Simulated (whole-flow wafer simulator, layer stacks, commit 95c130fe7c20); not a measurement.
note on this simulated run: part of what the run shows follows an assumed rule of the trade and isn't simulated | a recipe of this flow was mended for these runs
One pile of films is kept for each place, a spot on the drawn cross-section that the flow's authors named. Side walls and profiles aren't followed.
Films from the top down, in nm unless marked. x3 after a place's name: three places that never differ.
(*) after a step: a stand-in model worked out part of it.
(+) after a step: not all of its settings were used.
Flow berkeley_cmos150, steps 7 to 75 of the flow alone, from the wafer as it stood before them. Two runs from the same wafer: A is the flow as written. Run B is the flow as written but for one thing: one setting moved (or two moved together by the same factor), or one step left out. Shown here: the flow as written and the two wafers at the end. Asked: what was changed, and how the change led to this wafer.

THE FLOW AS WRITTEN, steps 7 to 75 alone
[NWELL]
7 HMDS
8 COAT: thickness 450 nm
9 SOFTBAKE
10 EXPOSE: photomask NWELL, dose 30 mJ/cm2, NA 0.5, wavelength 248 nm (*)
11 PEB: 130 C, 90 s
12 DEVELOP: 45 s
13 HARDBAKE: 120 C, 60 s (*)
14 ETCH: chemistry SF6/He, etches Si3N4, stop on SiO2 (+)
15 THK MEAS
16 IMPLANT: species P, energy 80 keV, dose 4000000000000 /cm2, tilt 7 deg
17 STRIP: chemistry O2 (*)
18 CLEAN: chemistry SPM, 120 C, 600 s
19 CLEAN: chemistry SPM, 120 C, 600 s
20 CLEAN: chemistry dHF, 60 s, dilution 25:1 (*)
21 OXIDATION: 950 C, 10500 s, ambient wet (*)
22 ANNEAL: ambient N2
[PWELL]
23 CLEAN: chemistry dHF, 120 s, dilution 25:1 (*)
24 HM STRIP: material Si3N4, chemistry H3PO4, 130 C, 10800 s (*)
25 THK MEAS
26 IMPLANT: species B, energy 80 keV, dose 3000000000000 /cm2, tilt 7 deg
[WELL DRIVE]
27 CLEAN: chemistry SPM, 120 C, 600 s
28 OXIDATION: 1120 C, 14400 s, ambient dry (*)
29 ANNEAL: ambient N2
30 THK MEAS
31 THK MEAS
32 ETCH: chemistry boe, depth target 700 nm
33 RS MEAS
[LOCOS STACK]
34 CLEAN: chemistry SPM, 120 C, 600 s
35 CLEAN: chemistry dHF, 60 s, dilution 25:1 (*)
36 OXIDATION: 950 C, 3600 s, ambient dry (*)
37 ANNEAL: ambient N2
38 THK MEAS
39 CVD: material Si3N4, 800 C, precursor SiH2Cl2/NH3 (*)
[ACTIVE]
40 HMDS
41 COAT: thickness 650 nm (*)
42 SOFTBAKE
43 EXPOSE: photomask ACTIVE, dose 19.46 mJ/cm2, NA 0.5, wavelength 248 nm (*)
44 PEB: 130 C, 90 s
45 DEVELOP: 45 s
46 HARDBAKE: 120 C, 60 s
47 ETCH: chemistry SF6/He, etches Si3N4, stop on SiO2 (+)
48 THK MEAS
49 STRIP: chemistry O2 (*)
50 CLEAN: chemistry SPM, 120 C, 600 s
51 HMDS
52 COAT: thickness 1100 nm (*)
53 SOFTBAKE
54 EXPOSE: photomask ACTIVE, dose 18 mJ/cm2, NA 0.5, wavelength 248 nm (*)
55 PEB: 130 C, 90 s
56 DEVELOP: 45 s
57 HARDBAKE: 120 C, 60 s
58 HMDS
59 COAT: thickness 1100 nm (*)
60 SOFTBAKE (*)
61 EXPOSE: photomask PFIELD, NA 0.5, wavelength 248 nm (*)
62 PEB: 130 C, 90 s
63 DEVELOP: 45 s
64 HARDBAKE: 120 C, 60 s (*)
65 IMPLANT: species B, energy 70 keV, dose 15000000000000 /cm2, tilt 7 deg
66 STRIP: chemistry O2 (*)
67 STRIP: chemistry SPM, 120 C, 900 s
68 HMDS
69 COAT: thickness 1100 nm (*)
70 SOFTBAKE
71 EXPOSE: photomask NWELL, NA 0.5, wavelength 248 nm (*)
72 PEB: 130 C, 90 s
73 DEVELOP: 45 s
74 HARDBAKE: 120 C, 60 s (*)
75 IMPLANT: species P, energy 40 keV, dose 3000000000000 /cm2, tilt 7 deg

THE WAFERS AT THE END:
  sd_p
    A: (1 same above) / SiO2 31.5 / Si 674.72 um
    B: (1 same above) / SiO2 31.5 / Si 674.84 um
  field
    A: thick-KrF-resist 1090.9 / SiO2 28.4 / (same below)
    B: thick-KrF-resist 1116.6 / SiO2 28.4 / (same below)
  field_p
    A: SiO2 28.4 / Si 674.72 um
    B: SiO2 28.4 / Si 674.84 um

The cause: step 21, OXIDATION: 950 C, 10500 s, ambient wet (*), was left out.

How the change led to this, step by step:
  23 CLEAN: chemistry dHF, 120 s, dilution 25:1 (*)
      field, sd_n, gate_n, contact, m1: A SiO2 -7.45 (all of it), Si3N4 -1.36 | B Si3N4 -2.1
      field_p, sd_p, gate_p: A SiO2 -23 | B SiO2 -16.4 (all of it)
  24 HM STRIP: material Si3N4, chemistry H3PO4, 130 C, 10800 s (*)
      field_p, sd_p, gate_p: A SiO2 -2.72 | B chemical SiO2 +0.5 (new film), Si -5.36
      field, sd_n, gate_n, contact, m1: A Si3N4 -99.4 (all of it), SiO2 -1.87 | B Si3N4 -102.8 (all of it), SiO2 -1.85
  28 OXIDATION: 1120 C, 14400 s, ambient dry (*)
      field_p, sd_p, gate_p: A SiO2 +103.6, Si -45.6 | B SiO2 +287.5 (new film), chemical SiO2 -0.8 (all of it), Si -126.1
  32 ETCH: chemistry boe, depth target 700 nm
      field_p, sd_p, gate_p: A SiO2 -555.5 (all of it) | B SiO2 -287.5 (all of it)
  41 COAT: thickness 650 nm (*)
      field_p: A KrF-resist +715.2 (new film) | B KrF-resist +658.1 (new film)
      sd_n: A KrF-resist +633.7 (new film) | B KrF-resist +647.8 (new film)
      (and at 2 more places)
  45 DEVELOP: 45 s
      field_p: A KrF-resist -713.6 (all of it) | B KrF-resist -656.7 (all of it)
  46 HARDBAKE: 120 C, 60 s
      sd_n: A KrF-resist -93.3 | B KrF-resist -95.4
      sd_p: A KrF-resist -102.4 | B KrF-resist -96.6
      (and at 1 more place)
  49 STRIP: chemistry O2 (*)
      sd_n: A KrF-resist -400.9 (all of it) | B KrF-resist -412.8 (all of it)
      sd_p: A KrF-resist -452.2 (all of it) | B KrF-resist -419.5 (all of it)
      (and at 1 more place)
  52 COAT: thickness 1100 nm (*)
      field: A thick-KrF-resist +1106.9 (new film) | B thick-KrF-resist +1132.7 (new film)
      field_p: A thick-KrF-resist +1219.5 (new film) | B thick-KrF-resist +1147 (new film)
      (and at 2 more places)
  56 DEVELOP: 45 s
      field: A thick-KrF-resist -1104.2 (all of it) | B thick-KrF-resist -1129.9 (all of it)
      field_p: A thick-KrF-resist -1216.4 (all of it) | B thick-KrF-resist -1144.2 (all of it)
  57 HARDBAKE: 120 C, 60 s
      sd_p: A thick-KrF-resist -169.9 | B thick-KrF-resist -160.8
      gate_p: A thick-KrF-resist -170.5 | B thick-KrF-resist -161.8
  59 COAT: thickness 1100 nm (*)
      field_p: A thick-KrF-resist +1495 (new film) | B thick-KrF-resist +1415.9 (new film)
      sd_p: A thick-KrF-resist +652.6 | B thick-KrF-resist +628.9
      (and at 1 more place)
  66 STRIP: chemistry O2 (*)
      field_p: A thick-KrF-resist -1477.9 (all of it) | B thick-KrF-resist -1398.9 (all of it)
      sd_p: A thick-KrF-resist -1563.6 (all of it) | B thick-KrF-resist -1490.2 (all of it)
      (and at 1 more place)
  69 COAT: thickness 1100 nm (*)
      field: A thick-KrF-resist +1106.9 (new film) | B thick-KrF-resist +1132.7 (new film)
      field_p: A thick-KrF-resist +1219.5 (new film) | B thick-KrF-resist +1147 (new film)
      (and at 2 more places)
  73 DEVELOP: 45 s
      field_p: A thick-KrF-resist -1216.4 (all of it) | B thick-KrF-resist -1144.2 (all of it)
      sd_p: A thick-KrF-resist -1108.9 (all of it) | B thick-KrF-resist -1050.1 (all of it)
      (and at 1 more place)
